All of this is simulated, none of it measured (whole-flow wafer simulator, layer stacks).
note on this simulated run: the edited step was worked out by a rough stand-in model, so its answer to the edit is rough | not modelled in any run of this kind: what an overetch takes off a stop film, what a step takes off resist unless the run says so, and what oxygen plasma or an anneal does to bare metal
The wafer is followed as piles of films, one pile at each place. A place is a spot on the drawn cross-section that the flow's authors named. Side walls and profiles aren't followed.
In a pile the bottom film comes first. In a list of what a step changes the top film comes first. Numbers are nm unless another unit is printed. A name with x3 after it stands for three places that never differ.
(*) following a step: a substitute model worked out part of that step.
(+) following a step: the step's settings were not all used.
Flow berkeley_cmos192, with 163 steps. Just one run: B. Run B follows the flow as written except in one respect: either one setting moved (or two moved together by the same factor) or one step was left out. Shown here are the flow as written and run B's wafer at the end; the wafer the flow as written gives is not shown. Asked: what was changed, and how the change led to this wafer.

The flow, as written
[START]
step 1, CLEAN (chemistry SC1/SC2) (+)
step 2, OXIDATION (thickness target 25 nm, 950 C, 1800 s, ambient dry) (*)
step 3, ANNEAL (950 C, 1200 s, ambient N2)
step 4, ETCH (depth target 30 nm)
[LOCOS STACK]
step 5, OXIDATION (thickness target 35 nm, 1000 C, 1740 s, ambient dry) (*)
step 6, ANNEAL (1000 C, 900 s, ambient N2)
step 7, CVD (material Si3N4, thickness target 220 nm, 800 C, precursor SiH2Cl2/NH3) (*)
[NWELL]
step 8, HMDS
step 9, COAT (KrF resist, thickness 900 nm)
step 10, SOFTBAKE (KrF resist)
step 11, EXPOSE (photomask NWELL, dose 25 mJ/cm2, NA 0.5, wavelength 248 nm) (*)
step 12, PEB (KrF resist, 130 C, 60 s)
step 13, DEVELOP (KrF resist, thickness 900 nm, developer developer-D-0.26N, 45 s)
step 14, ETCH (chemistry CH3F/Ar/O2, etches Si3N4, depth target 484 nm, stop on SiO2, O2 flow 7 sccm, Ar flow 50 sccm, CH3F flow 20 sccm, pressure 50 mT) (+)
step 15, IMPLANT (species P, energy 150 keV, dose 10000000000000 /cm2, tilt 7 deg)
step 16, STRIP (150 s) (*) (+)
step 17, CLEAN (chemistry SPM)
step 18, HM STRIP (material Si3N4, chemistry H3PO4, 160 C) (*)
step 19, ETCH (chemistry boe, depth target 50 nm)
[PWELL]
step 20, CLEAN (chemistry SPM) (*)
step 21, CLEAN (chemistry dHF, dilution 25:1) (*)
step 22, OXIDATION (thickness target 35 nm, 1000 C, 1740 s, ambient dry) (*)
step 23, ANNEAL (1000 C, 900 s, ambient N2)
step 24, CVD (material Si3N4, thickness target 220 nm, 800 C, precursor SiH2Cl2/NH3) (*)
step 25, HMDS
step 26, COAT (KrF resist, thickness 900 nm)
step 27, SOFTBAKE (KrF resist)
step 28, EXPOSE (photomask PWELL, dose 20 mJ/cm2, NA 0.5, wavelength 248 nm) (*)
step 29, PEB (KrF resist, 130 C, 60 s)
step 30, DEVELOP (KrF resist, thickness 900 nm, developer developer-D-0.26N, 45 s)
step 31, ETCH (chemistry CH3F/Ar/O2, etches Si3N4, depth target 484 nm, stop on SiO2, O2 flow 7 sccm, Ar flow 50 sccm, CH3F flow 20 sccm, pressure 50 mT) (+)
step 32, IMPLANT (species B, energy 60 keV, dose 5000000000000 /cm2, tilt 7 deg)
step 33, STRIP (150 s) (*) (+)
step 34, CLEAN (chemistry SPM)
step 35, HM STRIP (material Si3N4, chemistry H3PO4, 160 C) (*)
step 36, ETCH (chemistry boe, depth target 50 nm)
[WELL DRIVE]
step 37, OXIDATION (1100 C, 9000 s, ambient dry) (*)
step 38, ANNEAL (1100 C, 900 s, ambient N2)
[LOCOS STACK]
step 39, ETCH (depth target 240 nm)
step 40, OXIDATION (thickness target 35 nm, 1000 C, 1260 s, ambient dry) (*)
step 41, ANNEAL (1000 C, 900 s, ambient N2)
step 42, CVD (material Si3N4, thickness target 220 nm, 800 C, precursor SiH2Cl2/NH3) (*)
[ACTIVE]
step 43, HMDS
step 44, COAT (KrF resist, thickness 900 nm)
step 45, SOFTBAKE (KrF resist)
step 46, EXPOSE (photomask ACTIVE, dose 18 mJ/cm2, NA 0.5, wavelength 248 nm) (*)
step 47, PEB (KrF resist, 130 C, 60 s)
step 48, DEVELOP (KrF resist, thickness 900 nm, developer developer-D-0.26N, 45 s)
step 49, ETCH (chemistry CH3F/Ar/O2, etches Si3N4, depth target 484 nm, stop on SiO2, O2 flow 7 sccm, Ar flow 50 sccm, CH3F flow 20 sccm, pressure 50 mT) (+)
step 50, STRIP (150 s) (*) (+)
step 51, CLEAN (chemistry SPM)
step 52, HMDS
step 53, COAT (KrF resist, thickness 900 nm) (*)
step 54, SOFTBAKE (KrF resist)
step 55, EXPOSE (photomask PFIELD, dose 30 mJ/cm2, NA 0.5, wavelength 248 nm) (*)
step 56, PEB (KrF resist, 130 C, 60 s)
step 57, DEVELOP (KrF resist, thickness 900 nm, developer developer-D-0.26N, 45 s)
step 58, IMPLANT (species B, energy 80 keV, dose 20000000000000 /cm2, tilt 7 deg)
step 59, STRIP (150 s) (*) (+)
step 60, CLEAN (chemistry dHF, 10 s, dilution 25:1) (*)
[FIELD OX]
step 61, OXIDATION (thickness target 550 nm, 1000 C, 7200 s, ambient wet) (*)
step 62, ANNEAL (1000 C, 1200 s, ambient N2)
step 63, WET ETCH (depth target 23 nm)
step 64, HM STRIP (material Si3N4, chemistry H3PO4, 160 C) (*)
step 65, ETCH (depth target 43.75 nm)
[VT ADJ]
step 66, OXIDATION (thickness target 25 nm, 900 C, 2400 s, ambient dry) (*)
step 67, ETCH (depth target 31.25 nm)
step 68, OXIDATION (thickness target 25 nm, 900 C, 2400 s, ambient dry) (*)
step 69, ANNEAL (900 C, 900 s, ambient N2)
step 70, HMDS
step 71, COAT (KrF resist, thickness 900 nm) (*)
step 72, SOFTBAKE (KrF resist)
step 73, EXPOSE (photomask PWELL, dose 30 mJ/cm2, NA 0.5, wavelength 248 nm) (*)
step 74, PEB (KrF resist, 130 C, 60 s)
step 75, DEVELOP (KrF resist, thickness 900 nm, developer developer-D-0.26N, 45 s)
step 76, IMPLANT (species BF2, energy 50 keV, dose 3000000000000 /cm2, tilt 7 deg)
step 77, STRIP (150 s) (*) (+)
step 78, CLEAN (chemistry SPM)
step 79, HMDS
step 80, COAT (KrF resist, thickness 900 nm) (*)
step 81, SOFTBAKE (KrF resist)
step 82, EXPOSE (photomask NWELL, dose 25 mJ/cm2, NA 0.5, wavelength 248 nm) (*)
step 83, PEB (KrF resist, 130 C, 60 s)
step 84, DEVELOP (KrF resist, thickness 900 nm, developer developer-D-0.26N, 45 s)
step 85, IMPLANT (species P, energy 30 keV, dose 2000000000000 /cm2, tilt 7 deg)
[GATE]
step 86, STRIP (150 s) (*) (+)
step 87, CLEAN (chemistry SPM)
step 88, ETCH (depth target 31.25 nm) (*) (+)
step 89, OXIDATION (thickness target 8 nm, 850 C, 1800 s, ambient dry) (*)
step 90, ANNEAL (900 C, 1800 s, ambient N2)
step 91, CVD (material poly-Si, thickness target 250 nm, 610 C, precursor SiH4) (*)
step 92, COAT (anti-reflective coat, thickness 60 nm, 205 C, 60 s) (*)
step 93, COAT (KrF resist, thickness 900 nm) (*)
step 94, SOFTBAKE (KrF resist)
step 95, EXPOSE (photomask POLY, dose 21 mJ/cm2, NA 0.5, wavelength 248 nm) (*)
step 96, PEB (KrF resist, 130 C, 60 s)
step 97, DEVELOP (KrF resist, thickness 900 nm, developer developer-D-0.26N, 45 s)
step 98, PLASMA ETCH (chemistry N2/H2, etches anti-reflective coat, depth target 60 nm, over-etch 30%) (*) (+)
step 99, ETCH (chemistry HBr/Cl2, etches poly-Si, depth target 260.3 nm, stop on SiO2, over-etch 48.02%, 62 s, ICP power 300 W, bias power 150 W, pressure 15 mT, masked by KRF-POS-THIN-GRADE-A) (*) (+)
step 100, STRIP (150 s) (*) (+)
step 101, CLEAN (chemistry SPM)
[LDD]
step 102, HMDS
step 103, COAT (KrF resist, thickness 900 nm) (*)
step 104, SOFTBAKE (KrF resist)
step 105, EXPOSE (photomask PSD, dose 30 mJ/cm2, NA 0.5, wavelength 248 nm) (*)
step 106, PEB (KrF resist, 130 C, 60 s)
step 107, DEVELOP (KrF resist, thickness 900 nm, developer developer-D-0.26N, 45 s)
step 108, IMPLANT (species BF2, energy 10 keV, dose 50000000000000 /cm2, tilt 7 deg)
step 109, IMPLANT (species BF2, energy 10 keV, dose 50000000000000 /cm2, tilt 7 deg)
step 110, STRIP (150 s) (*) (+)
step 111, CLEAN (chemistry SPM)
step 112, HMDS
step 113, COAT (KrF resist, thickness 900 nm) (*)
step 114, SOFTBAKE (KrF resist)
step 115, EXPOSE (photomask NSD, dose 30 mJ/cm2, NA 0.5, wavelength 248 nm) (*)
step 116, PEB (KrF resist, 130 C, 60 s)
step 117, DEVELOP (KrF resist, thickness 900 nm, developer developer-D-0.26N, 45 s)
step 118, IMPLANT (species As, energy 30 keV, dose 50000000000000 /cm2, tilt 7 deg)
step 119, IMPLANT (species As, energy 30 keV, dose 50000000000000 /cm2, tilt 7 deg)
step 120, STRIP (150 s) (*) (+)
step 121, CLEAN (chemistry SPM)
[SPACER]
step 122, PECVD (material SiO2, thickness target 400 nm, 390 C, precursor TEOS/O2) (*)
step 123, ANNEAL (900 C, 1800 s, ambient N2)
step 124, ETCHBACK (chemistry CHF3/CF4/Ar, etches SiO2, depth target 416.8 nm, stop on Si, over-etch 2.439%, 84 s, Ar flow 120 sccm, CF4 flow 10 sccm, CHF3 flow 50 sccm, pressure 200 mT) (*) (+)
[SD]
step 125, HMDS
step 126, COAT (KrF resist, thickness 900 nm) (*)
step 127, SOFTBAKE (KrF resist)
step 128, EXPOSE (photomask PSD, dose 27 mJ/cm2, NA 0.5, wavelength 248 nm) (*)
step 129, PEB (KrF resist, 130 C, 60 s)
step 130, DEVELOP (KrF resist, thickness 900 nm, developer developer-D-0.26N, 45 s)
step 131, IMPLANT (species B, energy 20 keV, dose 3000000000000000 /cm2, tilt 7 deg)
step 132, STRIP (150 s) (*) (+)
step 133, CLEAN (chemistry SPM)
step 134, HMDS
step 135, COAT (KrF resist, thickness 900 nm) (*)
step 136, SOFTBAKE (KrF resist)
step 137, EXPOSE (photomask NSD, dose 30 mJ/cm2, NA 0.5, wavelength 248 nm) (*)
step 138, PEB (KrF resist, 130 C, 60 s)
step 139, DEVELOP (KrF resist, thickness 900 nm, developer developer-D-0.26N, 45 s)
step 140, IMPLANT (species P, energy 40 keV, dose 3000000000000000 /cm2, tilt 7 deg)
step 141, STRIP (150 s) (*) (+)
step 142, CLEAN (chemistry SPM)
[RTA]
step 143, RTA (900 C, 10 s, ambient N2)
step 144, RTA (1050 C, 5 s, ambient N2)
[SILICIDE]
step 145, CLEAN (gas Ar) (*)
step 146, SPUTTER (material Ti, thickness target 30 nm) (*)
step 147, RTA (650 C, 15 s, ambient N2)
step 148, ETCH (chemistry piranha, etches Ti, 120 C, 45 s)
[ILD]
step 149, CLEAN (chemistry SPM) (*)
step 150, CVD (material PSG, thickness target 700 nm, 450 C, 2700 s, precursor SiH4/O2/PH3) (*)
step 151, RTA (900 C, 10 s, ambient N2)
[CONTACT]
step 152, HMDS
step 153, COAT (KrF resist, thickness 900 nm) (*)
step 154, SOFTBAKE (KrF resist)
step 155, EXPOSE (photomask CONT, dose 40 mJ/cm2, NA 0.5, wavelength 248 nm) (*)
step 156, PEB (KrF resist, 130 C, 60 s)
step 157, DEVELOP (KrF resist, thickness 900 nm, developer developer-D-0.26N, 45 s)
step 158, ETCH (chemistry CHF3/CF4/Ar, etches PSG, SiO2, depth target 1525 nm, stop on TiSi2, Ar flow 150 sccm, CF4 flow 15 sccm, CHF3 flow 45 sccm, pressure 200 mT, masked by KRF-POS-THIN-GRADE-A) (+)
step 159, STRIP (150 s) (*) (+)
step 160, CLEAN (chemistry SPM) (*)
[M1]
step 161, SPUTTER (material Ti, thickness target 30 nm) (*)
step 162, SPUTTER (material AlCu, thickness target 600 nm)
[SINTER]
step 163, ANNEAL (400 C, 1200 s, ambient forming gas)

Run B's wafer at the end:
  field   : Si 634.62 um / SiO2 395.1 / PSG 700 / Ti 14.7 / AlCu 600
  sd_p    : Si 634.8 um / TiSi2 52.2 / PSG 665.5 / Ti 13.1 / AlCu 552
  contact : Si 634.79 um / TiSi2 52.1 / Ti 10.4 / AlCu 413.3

What caused this: step 161, SPUTTER: thickness target 14.73 nm was run, though the flow has thickness target 30 nm.
The wafer lets one read it off: field has Ti 14.7, and step 161 as written asks for 30 nm.

The path from the change to this, step by step:
  step 161, SPUTTER (material Ti, thickness target 30 nm) (*)
      field, sd_n, spacer_n, gate, spacer_p, gate_p, m1: +14.7 Ti (new film) (it would be, as written: +30 Ti (new film))
      sd_p: +13.1 Ti (new film) (it would be, as written: +26.6 Ti (new film))
      (also at 1 further place)
